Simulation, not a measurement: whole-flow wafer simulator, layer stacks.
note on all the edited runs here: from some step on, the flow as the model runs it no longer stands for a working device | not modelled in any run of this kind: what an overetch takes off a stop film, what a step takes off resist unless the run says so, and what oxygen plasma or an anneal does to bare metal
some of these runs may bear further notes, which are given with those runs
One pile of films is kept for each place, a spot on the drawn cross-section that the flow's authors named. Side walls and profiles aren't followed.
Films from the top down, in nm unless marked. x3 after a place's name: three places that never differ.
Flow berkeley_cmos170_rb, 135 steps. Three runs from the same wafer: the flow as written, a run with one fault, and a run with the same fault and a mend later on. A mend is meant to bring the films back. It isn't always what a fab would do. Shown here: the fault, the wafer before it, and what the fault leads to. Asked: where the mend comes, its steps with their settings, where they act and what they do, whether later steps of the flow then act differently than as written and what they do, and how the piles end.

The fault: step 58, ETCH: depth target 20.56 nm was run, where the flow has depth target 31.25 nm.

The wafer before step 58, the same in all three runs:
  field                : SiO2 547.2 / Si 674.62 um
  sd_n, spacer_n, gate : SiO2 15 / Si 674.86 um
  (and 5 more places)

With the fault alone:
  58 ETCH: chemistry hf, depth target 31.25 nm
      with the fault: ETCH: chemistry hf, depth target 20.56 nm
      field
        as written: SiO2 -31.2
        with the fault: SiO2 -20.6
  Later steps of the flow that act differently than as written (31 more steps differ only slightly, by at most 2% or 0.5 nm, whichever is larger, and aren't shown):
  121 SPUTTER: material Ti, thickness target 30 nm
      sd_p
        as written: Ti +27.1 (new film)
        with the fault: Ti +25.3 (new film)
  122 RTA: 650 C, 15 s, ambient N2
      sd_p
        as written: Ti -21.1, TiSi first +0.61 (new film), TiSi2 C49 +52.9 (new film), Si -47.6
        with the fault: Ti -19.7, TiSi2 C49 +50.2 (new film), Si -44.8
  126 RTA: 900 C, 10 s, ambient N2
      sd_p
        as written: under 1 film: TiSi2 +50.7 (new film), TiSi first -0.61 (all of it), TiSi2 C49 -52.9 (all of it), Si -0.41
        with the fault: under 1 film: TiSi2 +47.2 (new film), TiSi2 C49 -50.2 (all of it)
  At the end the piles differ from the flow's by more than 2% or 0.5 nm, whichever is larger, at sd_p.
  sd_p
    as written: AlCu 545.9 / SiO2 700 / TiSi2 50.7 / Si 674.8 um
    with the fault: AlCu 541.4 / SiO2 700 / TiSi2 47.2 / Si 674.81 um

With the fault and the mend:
  The mend comes after step 58.
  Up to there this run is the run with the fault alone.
  58a ETCH: chemistry hf, depth target 10.69 nm (the flow's step 58 once more, with other settings)
      field
        SiO2 -10.7
  No later step of the flow acts differently than as written, at any place that is followed, by more than 2% or 0.5 nm, whichever is larger.
  At the end the piles are the same as the flow's at every place that both follow.
